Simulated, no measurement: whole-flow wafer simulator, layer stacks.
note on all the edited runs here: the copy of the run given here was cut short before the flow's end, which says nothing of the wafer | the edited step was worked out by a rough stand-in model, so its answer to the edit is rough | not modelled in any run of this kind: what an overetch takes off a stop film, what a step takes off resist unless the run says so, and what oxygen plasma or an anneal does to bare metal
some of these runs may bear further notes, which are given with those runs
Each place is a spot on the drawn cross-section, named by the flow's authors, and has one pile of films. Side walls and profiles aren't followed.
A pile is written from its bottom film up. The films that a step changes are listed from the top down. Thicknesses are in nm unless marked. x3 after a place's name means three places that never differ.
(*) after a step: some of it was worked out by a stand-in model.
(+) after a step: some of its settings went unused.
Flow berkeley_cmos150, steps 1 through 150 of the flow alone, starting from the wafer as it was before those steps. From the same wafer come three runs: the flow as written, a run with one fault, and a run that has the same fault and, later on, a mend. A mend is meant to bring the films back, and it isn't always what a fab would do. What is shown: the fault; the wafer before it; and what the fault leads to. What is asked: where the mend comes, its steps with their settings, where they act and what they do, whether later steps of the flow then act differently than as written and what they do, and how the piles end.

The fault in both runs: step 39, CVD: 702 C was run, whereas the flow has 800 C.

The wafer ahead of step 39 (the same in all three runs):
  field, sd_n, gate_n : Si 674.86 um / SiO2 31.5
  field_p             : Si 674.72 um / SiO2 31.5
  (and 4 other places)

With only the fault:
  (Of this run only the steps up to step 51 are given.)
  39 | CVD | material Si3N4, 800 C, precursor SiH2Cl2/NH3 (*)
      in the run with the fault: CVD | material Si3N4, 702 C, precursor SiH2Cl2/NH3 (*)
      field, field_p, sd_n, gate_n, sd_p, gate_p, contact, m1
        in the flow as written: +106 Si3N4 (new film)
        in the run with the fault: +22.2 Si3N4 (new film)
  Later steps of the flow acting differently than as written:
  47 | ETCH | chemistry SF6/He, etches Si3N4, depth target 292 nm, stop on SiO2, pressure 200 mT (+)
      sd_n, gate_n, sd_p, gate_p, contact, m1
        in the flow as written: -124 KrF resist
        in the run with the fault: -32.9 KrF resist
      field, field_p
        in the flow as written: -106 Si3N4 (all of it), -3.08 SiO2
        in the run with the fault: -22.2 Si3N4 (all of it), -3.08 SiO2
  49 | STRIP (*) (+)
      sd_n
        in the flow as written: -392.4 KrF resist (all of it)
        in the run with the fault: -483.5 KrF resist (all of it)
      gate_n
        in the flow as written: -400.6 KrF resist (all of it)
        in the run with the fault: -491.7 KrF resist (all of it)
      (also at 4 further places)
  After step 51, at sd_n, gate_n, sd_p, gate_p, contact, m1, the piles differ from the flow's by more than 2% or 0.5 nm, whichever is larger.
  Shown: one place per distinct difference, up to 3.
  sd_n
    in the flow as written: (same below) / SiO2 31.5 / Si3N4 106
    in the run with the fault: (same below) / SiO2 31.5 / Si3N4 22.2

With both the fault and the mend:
  The mend follows step 39.
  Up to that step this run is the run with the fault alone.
  39a | CVD | material Si3N4, 800 C, precursor SiH2Cl2/NH3 (*) (a further turn of the flow's step 39; the settings that differ are not printed)
      field, field_p, sd_n, gate_n, sd_p, gate_p, contact, m1
        +83.8 Si3N4
  None of the later steps of the flow differs from how it acts as written, at any place that is followed, by more than 2% or 0.5 nm, whichever is larger.
  By the end, the piles equal the flow's at every place that both follow.
